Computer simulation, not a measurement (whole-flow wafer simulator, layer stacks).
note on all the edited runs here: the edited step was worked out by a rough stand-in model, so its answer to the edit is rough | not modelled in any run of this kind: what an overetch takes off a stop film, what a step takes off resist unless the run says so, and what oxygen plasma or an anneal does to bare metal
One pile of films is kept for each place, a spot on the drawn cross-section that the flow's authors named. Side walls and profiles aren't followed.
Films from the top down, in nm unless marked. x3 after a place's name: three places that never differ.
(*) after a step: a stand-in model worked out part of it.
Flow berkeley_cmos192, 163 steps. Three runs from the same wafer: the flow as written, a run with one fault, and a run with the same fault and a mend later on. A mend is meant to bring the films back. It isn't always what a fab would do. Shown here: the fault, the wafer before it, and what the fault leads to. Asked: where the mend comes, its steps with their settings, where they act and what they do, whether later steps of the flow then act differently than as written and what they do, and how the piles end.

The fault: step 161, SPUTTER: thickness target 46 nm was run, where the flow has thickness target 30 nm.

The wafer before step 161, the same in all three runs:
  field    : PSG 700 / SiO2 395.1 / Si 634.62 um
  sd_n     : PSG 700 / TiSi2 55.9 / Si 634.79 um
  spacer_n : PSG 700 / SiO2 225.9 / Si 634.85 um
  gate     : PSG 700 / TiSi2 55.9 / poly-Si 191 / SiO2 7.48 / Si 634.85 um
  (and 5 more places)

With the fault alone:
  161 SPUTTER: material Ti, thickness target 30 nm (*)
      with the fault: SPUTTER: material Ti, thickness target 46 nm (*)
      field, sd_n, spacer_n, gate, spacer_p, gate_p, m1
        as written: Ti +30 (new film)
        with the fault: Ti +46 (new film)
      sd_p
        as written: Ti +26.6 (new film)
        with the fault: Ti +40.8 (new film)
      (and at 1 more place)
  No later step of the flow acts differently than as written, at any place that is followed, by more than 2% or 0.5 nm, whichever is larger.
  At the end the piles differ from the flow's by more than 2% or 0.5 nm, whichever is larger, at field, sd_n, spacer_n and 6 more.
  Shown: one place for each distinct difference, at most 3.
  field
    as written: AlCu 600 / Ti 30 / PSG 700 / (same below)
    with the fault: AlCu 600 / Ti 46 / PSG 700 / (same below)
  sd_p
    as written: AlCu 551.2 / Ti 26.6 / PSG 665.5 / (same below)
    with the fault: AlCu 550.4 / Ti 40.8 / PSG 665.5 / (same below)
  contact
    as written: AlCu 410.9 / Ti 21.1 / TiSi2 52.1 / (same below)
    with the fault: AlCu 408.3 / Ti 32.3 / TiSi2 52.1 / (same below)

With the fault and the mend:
  The mend comes after step 161.
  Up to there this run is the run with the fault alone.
  161a ETCH: chemistry piranha, etches Ti, 120 C, 79 s (the flow's step 148 once more, with other settings)
      field, sd_n, spacer_n, gate, spacer_p, gate_p, m1
        Ti -46 (all of it)
      sd_p
        Ti -40.8 (all of it)
      contact
        Ti -32.3 (all of it), TiSi2 -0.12
  161b SPUTTER: material Ti, thickness target 30 nm (*) (the flow's step 161 once more)
      field, sd_n, spacer_n, gate, spacer_p, gate_p, m1
        Ti +30 (new film)
      sd_p
        Ti +26.6 (new film)
      contact
        Ti +21.1 (new film)
  No later step of the flow acts differently than as written at any place that is followed.
  At the end the piles differ from the flow's only slightly at the places that both follow, by at most 2% or 0.5 nm, whichever is larger.
